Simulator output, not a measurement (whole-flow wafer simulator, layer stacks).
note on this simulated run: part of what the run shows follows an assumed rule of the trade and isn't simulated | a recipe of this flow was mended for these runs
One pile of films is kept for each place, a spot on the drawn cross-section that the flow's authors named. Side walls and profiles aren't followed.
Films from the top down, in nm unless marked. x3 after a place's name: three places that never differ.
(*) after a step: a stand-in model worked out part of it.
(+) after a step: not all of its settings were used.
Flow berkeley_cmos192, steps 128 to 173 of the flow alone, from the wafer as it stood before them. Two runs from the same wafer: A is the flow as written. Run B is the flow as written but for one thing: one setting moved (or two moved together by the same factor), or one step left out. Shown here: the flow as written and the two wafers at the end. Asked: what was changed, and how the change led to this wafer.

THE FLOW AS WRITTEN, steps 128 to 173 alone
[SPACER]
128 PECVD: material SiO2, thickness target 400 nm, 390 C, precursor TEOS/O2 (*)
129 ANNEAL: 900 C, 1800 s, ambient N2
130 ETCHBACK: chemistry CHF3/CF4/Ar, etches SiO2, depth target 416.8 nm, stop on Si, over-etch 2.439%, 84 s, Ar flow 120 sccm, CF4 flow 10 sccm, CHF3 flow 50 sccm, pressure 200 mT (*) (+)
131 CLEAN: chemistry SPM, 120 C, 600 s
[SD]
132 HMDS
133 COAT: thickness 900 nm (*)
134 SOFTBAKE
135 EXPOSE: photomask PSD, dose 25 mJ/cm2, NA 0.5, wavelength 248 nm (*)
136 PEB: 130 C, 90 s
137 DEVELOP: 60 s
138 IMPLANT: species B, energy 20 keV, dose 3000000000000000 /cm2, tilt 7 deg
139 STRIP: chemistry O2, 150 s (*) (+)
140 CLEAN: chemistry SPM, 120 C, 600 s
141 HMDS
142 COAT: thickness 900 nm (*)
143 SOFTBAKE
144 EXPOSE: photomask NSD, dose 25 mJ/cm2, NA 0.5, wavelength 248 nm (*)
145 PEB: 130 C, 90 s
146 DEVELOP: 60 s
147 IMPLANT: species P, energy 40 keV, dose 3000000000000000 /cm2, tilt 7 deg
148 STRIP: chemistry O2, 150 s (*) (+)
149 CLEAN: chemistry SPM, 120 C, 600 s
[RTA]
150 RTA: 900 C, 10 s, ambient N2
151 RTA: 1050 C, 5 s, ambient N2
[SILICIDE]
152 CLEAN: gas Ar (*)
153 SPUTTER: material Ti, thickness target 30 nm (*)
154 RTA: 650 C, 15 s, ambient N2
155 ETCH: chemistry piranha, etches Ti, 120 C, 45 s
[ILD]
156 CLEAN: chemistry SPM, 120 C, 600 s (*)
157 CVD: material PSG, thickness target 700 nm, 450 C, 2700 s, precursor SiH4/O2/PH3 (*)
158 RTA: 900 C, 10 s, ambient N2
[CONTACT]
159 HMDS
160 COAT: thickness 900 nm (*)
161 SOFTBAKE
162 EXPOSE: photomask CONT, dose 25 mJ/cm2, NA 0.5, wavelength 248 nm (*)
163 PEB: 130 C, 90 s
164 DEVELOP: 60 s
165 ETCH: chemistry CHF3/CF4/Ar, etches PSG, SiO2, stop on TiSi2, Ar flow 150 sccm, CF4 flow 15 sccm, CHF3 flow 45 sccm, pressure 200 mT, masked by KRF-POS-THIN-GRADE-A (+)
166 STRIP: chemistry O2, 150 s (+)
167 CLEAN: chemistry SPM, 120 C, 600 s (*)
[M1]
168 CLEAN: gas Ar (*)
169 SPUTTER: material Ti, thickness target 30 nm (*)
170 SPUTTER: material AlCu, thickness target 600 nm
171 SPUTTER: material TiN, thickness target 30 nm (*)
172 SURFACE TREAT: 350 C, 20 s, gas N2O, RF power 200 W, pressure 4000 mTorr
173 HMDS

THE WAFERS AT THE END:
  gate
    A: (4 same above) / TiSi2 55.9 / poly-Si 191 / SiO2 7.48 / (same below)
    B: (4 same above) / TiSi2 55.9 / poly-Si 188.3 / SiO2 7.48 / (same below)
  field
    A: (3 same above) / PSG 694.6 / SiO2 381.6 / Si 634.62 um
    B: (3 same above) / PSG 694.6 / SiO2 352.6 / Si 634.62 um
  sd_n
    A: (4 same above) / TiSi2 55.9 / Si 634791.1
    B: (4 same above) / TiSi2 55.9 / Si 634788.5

The cause: step 128, PECVD: thickness target 371 nm was run, where the flow has thickness target 400 nm.

How the change led to this, step by step:
  128 PECVD: material SiO2, thickness target 400 nm, 390 C, precursor TEOS/O2 (*)
      field, sd_n, contact, m1: A SiO2 +400 | B SiO2 +371
      spacer_n, sd_p, spacer_p: A SiO2 +386.5 | B SiO2 +358.6
      (and at 2 more places)
  130 ETCHBACK: chemistry CHF3/CF4/Ar, etches SiO2, depth target 416.8 nm, stop on Si, over-etch 2.439%, 84 s, Ar flow 120 sccm, CF4 flow 10 sccm, CHF3 flow 50 sccm, pressure 200 mT (*) (+)
      gate, gate_p: A SiO2 -400 (all of it), chemical SiO2 -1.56 (all of it), poly-Si -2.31 | B SiO2 -371 (all of it), chemical SiO2 -1.56 (all of it), poly-Si -4.95
      sd_n: A SiO2 -406 (all of it), Si -2.31 | B SiO2 -377 (all of it), Si -4.95
      (and at 3 more places)
  154 RTA: 650 C, 15 s, ambient N2
      sd_p: A Ti -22, TiSi first +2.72 (new film), TiSi2 C49 +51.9 (new film), Si -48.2 | B Ti -22.3, TiSi first +3.43 (new film), TiSi2 C49 +51.6 (new film), Si -48.3
  158 RTA: 900 C, 10 s, ambient N2
      sd_p: A under 1 film: TiSi2 +52.6 (new film), TiSi first -2.61 (all of it), TiSi2 C49 -51.9 (all of it), Si -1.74 | B under 1 film: TiSi2 +53.3 (new film), TiSi first -3.33 (all of it), TiSi2 C49 -51.6 (all of it), Si -2.21
  160 COAT: thickness 900 nm (*)
      gate: A KrF-resist +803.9 (new film) | B KrF-resist +785.1 (new film)
      sd_p: A KrF-resist +1044.9 (new film) | B KrF-resist +1023.8 (new film)
      (and at 1 more place)
  166 STRIP: chemistry O2, 150 s (+)
      sd_n: A KrF-resist -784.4 (all of it) | B KrF-resist -768.2 (all of it)
      gate: A KrF-resist -593.2 (all of it) | B KrF-resist -574.4 (all of it)
      (and at 2 more places)
  169 SPUTTER: material Ti, thickness target 30 nm (*)
      sd_p: A Ti +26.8 (new film) | B Ti +27.4 (new film)
  170 SPUTTER: material AlCu, thickness target 600 nm
      sd_p: A AlCu +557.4 (new film) | B AlCu +571.3 (new film)
  171 SPUTTER: material TiN, thickness target 30 nm (*)
      sd_p: A TiN +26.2 (new film) | B TiN +27 (new film)
